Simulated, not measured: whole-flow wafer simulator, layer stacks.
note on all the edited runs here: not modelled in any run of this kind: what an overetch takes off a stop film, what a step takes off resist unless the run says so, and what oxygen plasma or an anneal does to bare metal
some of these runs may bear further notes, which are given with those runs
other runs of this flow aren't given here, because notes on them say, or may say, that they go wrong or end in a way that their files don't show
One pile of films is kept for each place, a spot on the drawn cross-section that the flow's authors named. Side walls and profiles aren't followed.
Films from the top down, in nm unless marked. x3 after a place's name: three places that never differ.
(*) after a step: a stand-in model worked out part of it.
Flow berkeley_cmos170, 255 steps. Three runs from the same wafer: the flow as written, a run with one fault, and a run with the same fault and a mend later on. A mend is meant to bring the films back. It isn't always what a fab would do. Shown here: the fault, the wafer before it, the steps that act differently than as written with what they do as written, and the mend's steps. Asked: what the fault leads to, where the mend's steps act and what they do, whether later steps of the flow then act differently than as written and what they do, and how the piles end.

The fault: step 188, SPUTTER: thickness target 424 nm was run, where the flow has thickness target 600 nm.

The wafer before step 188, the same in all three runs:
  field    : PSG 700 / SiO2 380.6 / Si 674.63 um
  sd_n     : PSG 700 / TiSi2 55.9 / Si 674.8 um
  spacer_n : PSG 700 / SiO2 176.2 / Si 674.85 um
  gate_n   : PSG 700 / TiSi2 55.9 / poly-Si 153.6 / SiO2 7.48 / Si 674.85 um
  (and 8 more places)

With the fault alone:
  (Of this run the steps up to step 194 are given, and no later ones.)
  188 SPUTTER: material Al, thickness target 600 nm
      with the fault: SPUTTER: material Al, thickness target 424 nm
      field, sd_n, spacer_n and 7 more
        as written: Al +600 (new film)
        with the fault: Al +424 (new film)
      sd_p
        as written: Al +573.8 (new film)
        with the fault: Al +399.9 (new film)
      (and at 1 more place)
  Later steps of the flow that act differently than as written (2 more steps differ only slightly, by at most 2% or 0.5 nm, whichever is larger, and aren't shown):
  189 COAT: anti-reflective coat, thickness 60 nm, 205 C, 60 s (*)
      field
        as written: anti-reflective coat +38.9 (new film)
        with the fault: anti-reflective coat +38.1 (new film)
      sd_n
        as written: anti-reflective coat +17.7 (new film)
        with the fault: anti-reflective coat +12.7 (new film)
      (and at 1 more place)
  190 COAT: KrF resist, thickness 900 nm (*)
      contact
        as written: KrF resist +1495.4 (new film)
        with the fault: KrF resist +1455.5 (new film)
  After step 194 the piles differ from the flow's by more than 2% or 0.5 nm, whichever is larger, at field, sd_n, spacer_n and 9 more.
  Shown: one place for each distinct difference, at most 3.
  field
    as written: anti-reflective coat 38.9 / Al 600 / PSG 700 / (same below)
    with the fault: anti-reflective coat 38.1 / Al 424 / PSG 700 / (same below)
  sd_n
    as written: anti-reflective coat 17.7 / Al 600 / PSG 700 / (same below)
    with the fault: anti-reflective coat 12.7 / Al 424 / PSG 700 / (same below)
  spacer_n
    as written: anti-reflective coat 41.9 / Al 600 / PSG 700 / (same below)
    with the fault: anti-reflective coat 41.5 / Al 424 / PSG 700 / (same below)

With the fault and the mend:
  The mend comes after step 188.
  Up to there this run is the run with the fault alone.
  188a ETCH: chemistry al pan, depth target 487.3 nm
      field, sd_n, spacer_n and 7 more
        Al -424 (all of it)
      sd_p
        Al -399.9 (all of it)
      contact
        Al -297.5 (all of it)
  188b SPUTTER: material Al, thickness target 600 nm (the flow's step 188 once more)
      field, sd_n, spacer_n and 7 more
        Al +600 (new film)
      sd_p
        Al +573.8 (new film)
      contact
        Al +415.7 (new film)
  No later step of the flow acts differently than as written at any place that is followed.
  At the end the piles are the same as the flow's at every place that both follow.
